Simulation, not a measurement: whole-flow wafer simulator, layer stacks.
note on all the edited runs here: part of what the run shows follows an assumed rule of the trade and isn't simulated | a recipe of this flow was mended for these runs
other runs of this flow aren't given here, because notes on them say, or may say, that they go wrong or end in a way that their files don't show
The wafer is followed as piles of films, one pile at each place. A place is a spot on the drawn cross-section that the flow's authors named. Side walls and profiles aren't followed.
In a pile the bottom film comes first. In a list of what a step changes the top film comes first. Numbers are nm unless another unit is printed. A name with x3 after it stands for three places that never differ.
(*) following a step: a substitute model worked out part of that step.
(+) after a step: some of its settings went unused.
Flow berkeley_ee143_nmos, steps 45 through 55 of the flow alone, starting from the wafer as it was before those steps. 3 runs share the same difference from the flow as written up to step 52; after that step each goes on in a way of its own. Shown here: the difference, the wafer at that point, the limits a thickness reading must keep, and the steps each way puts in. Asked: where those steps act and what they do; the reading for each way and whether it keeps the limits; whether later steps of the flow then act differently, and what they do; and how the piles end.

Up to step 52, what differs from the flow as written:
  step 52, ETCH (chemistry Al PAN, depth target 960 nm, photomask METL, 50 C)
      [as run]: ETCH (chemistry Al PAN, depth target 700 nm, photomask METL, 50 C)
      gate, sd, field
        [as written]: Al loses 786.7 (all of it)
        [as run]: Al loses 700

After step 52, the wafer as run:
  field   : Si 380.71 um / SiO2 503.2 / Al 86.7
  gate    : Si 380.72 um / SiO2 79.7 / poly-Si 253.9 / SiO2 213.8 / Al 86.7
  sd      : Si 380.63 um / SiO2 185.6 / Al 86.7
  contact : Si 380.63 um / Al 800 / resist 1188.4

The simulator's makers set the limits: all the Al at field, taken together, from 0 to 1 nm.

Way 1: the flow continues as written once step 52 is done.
  The reading taken after step 52 is 86.7 nm, which is outside the limits.
  Later steps of the flow that are run all act as written at every place that is followed.
  The piles end different from the flow's at gate, sd, field by more than 2% or 0.5 nm, whichever is larger.
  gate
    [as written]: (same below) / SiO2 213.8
    [this way]: (same below) / SiO2 213.8 / Al 86.7
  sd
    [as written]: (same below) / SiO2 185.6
    [this way]: (same below) / SiO2 185.6 / Al 86.7
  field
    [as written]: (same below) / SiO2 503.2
    [this way]: (same below) / SiO2 503.2 / Al 86.7

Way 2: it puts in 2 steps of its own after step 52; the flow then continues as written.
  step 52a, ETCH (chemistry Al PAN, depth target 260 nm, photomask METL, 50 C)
      gate, sd, field
        Al loses 86.7 (all of it)
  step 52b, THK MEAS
      does not change any film at any place that is followed
  The reading taken after step 52b is 0 nm, which is within the limits.
  Later steps of the flow that are run all act as written at every place that is followed.
  By the end, the piles equal the flow's at every place that both follow.

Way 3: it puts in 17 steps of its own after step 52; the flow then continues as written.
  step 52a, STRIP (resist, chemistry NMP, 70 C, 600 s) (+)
      contact
        resist loses 1188.4 (all of it)
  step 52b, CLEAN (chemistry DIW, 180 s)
      does not change any film at any place that is followed
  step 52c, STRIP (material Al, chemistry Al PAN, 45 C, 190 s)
      gate, sd, field
        Al loses 86.7 (all of it)
      contact
        Al loses 800 (all of it)
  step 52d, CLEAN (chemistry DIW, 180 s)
      does not change any film at any place that is followed
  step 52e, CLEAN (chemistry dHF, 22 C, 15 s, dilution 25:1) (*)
      gate, sd, field
        SiO2 loses 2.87
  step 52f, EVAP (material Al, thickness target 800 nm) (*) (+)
      gate, sd, contact, field
        Al gains 800 (new film)
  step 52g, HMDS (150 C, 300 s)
      does not change any film at any place that is followed
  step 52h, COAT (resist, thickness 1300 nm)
      gate
        resist gains 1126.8 (new film)
      sd
        resist gains 1469.8 (new film)
      contact
        resist gains 1613.8 (new film)
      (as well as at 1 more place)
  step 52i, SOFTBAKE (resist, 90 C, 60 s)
      gate
        resist loses 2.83
      sd
        resist gains 1.53
      contact
        resist gains 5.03
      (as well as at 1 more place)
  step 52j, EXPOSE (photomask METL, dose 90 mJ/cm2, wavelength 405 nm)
      does not change any film at any place that is followed
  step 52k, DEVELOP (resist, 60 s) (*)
      gate
        resist loses 1124 (all of it)
      sd
        resist loses 1471.3 (all of it)
      contact
        resist loses 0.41
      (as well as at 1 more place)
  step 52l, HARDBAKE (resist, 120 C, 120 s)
      contact
        resist loses 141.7
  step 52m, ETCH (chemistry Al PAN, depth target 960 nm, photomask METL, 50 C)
      gate, sd, field
        Al loses 800 (all of it)
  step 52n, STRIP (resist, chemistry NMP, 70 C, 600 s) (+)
      contact
        resist loses 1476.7 (all of it)
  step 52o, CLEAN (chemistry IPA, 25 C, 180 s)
      does not change any film at any place that is followed
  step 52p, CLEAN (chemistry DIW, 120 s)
      does not change any film at any place that is followed
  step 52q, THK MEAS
      does not change any film at any place that is followed
  The reading taken after step 52q is 0 nm, which is within the limits.
  Steps later in the flow that act otherwise than as written:
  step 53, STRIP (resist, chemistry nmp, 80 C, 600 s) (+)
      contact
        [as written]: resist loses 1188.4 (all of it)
        [this way]: nothing
  When the end is reached, the piles differ only a little from the flow's at the places that both follow, at most by 2% or 0.5 nm, whichever is larger.

Inside the limits: way 2, way 3. Outside the limits: way 1.
